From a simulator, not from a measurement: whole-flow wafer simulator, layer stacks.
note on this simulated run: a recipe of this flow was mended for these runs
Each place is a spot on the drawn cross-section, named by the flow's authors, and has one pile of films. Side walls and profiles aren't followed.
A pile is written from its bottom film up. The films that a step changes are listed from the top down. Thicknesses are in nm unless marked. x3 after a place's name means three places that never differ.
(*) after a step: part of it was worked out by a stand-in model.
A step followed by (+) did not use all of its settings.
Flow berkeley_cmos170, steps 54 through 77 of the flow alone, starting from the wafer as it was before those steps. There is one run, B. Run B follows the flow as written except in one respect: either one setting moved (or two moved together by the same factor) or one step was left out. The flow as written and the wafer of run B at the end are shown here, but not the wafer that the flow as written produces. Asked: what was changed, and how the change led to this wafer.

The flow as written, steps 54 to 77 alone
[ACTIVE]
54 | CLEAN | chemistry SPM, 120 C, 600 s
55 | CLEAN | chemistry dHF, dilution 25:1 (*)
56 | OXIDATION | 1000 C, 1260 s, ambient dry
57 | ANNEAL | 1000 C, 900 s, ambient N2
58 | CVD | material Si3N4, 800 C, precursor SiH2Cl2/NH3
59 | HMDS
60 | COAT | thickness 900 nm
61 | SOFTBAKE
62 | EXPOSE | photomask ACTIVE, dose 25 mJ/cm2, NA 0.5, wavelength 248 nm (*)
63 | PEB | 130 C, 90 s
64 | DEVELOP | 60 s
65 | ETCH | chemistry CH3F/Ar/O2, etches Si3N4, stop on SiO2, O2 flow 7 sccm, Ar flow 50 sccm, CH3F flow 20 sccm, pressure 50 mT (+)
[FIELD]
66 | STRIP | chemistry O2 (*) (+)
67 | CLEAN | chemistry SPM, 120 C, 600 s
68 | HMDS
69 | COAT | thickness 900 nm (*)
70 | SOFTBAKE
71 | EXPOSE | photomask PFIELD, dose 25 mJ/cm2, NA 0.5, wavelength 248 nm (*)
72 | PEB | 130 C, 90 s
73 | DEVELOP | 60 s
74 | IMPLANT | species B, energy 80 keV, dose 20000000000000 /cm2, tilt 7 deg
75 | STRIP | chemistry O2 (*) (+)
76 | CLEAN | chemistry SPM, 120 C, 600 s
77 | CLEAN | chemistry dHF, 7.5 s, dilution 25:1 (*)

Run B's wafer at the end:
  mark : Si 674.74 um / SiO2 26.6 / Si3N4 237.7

The reason: step 58, CVD: 808 C was run, though the flow has 800 C.

How this came from the change, step by step:
  58 | CVD | material Si3N4, 800 C, precursor SiH2Cl2/NH3
      field, mark, sd_n and 10 more: Si3N4 gains 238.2 (new film) (in the flow as written it would be: Si3N4 gains 220 (new film))
  65 | ETCH | chemistry CH3F/Ar/O2, etches Si3N4, stop on SiO2, O2 flow 7 sccm, Ar flow 50 sccm, CH3F flow 20 sccm, pressure 50 mT (+)
      mark, sd_n, spacer_n and 9 more: KrF-resist loses 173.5 (in the flow as written it would be: KrF-resist loses 161.3)
      field: Si3N4 loses 238.2 (all of it), SiO2 loses 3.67 (in the flow as written it would be: Si3N4 loses 220 (all of it), SiO2 loses 3.67)
